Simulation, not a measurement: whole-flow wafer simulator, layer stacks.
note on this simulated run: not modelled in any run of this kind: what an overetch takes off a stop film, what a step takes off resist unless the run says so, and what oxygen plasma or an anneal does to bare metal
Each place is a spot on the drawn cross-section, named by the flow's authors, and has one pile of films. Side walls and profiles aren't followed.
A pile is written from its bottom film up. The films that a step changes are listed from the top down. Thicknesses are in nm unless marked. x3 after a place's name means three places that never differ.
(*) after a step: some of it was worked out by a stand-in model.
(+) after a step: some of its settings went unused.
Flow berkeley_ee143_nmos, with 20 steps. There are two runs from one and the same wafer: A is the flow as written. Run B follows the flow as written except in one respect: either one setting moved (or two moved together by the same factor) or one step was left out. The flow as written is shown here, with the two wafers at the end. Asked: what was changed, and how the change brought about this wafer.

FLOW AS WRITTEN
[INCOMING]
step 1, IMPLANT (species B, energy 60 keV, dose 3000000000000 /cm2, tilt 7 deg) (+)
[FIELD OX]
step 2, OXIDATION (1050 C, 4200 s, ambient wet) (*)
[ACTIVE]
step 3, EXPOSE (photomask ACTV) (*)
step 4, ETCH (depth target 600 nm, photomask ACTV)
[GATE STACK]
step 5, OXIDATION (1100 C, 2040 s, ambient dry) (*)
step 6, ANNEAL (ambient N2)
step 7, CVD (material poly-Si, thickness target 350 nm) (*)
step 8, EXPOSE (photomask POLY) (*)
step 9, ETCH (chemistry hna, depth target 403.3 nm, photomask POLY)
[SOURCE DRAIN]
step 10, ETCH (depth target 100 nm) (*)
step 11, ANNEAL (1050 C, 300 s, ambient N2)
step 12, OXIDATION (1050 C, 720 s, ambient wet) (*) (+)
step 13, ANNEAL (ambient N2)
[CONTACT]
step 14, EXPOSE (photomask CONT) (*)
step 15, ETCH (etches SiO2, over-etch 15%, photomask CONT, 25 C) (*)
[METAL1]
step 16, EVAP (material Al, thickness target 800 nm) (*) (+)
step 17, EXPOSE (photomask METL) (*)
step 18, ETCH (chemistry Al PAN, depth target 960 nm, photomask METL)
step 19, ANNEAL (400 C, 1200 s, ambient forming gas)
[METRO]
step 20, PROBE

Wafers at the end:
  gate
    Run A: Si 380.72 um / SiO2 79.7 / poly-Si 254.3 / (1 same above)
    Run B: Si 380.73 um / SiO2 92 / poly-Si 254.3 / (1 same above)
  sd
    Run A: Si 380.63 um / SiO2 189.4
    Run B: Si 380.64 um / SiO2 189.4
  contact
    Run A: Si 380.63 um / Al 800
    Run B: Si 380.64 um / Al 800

Cause: step 4, ETCH: depth target 530 nm was run, while the flow as written has depth target 600 nm.

Step by step, how the change led to this:
  step 4, ETCH (depth target 600 nm, photomask ACTV)
      gate, sd, contact: A -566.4 SiO2 (all of it) | B -530 SiO2
  step 5, OXIDATION (1100 C, 2040 s, ambient dry) (*)
      gate, sd, contact: A +79.7 SiO2 (new film), -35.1 Si | B +55.6 SiO2, -24.5 Si
  step 10, ETCH (depth target 100 nm) (*)
      sd, contact: A -79.7 SiO2 (all of it) | B -92 SiO2 (all of it)
